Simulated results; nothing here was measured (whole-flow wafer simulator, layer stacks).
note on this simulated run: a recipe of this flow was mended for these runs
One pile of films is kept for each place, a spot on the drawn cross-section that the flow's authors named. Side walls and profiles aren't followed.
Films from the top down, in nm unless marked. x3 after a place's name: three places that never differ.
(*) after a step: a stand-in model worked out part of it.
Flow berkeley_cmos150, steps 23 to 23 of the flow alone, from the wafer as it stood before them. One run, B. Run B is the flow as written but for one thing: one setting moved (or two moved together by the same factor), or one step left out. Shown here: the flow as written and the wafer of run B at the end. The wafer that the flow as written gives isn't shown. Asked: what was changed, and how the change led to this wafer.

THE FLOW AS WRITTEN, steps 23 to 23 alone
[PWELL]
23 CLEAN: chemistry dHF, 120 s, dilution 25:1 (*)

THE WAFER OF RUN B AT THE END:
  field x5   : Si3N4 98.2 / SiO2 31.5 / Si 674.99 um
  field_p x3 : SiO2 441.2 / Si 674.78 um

The cause: step 23, CLEAN: 190 s was run, where the flow has 120 s.

How the change led to this, step by step:
  23 CLEAN: chemistry dHF, 120 s, dilution 25:1 (*)
      field x5: SiO2 -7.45 (all of it), Si3N4 -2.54 (as written it would be: SiO2 -7.45 (all of it), Si3N4 -1.36)
      field_p x3: SiO2 -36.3 (as written it would be: SiO2 -23)
